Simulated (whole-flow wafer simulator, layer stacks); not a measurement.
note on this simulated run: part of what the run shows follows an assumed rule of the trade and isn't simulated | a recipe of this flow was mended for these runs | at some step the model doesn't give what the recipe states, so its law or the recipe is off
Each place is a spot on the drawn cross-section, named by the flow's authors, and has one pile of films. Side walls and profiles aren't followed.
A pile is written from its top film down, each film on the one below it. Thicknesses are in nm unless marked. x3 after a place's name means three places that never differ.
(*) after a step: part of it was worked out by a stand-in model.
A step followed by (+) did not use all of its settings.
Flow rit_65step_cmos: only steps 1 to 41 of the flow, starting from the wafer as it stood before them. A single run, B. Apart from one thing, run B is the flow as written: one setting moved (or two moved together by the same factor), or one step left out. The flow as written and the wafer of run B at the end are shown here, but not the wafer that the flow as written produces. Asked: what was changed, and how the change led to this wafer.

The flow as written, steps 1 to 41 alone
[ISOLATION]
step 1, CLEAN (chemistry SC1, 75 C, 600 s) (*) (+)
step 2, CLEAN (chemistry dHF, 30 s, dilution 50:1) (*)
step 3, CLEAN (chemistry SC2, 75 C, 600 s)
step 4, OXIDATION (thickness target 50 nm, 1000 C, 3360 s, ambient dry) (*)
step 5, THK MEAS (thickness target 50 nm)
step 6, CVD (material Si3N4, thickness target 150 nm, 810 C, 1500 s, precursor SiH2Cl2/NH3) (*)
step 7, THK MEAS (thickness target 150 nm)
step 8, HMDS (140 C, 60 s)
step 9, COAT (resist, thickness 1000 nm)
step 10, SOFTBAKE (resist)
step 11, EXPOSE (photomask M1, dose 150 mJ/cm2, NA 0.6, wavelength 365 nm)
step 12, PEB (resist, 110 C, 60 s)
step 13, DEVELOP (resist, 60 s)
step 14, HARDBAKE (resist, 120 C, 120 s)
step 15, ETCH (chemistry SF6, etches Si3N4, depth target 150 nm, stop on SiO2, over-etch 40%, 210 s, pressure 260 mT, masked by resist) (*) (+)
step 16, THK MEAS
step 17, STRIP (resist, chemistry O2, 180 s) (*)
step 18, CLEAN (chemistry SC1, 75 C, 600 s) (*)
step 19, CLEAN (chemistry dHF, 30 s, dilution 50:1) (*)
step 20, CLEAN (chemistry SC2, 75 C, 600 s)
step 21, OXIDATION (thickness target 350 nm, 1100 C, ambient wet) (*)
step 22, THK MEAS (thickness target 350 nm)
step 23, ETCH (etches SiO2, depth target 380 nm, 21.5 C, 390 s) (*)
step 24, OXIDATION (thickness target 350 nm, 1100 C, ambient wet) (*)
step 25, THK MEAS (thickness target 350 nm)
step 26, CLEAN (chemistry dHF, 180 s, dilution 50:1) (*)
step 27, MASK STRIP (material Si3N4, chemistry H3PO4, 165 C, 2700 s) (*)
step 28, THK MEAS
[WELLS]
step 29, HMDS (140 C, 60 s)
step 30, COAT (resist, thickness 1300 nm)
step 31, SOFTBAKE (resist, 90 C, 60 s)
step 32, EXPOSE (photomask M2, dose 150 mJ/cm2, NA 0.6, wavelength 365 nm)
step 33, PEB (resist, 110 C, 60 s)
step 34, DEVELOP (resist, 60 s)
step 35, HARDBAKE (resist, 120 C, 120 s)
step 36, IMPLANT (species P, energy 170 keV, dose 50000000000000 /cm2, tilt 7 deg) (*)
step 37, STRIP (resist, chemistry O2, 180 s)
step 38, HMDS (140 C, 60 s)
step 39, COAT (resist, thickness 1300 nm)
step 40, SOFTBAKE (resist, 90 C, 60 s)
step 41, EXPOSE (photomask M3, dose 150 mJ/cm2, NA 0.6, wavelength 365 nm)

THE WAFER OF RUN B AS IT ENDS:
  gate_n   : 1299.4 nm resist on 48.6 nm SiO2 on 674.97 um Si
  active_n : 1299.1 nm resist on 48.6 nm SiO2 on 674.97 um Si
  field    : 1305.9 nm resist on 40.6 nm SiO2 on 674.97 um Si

What caused this: step 6, CVD: thickness target 232 nm was run, whereas the flow has thickness target 150 nm; step 6, CVD: 2325 s was run, where the flow has 1500 s.

Step by step, how the change led to this:
  step 6, CVD (material Si3N4, thickness target 150 nm, 810 C, 1500 s, precursor SiH2Cl2/NH3) (*)
      field, field_pw, field_nw and 11 more: +232 Si3N4 (new film) (as written it would have been: +150 Si3N4 (new film))
  step 15, ETCH (chemistry SF6, etches Si3N4, depth target 150 nm, stop on SiO2, over-etch 40%, 210 s, pressure 260 mT, masked by resist) (*) (+)
      field, field_pw, field_nw, field_p: -210 Si3N4 (as written it would have been: -150 Si3N4 (all of it), -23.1 SiO2)
  step 18, CLEAN (chemistry SC1, 75 C, 600 s) (*)
      field, field_pw, field_nw, field_p: -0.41 Si3N4 (as written it would have been: -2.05 SiO2)
  step 19, CLEAN (chemistry dHF, 30 s, dilution 50:1) (*)
      field, field_pw, field_nw, field_p: -0.43 Si3N4 (as written it would have been: -2.78 SiO2)
  step 21, OXIDATION (thickness target 350 nm, 1100 C, ambient wet) (*)
      gate_n, gate_p, spacer, spacer_p, sd_n, sd_p, contact, m1: +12 SiO2 (new film), -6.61 Si3N4 (as written it would have been: +12 SiO2 (new film), -6.61 Si3N4, +0.03 SiO2)
      field, field_p: +12 SiO2 (new film), -6.61 Si3N4 (as written it would have been: +328.2 SiO2, -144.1 Si)
      (as well as at 2 more places)
  step 23, ETCH (etches SiO2, depth target 380 nm, 21.5 C, 390 s) (*)
      field, field_p: -12 SiO2 (all of it), -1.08 Si3N4 (as written it would have been: -351.3 SiO2 (all of it), -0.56 Si)
      field_pw, field_nw: -12 SiO2 (all of it), -1.08 Si3N4 (as written it would have been: -355.4 SiO2 (all of it), -0.49 Si)
      (as well as at 10 more places)
  step 24, OXIDATION (thickness target 350 nm, 1100 C, ambient wet) (*)
      field, field_pw, field_nw, field_p: +12 SiO2 (new film), -6.61 Si3N4 (as written it would have been: +350 SiO2 (new film), -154 Si)
  step 26, CLEAN (chemistry dHF, 180 s, dilution 50:1) (*)
      field, field_pw, field_nw, field_p: -12 SiO2 (all of it), -0.44 Si3N4 (as written it would have been: -16.7 SiO2)
  step 27, MASK STRIP (material Si3N4, chemistry H3PO4, 165 C, 2700 s) (*)
      field, field_pw, field_nw, field_p: -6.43 Si3N4 (all of it), -10.4 SiO2 (as written it would have been: -10.7 SiO2)
      active_n, active_p, gate_n and 7 more: -216.4 Si3N4 (all of it), -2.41 SiO2 (as written it would have been: -131.8 Si3N4 (all of it), -5.64 SiO2)
